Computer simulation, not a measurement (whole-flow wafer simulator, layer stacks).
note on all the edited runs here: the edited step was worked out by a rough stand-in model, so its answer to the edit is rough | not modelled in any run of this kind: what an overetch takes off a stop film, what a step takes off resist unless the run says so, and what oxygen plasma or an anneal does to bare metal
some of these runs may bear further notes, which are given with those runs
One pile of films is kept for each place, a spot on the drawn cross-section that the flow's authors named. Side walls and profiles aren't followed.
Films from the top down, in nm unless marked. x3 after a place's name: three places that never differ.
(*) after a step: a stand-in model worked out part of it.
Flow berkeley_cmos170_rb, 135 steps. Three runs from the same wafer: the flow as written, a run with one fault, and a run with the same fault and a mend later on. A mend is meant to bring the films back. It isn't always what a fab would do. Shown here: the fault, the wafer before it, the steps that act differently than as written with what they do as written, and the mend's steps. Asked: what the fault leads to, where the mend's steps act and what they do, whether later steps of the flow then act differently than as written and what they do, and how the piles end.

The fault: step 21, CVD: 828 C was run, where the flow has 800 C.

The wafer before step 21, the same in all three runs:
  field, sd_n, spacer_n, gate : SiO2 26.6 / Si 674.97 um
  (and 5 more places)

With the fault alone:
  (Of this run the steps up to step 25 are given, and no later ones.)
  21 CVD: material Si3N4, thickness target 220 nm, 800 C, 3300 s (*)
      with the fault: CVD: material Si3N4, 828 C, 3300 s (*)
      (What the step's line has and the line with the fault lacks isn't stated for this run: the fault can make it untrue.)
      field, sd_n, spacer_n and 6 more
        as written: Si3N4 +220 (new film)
        with the fault: Si3N4 +306.3 (new film)
  No later step of the flow up to step 25 acts differently than as written at any place that is followed.
  After step 25 the piles differ from the flow's by more than 2% or 0.5 nm, whichever is larger, at field, sd_n, spacer_n and 6 more.
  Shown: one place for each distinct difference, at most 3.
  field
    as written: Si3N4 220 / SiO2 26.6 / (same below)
    with the fault: Si3N4 306.3 / SiO2 26.6 / (same below)
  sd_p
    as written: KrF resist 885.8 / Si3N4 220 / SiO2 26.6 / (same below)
    with the fault: KrF resist 885.8 / Si3N4 306.3 / SiO2 26.6 / (same below)

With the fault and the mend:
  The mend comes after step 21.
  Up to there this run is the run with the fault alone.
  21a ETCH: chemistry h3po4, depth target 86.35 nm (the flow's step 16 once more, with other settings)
      field, sd_n, spacer_n and 6 more
        Si3N4 -86.3
  No later step of the flow acts differently than as written at any place that is followed.
  At the end the piles are the same as the flow's at every place that both follow.
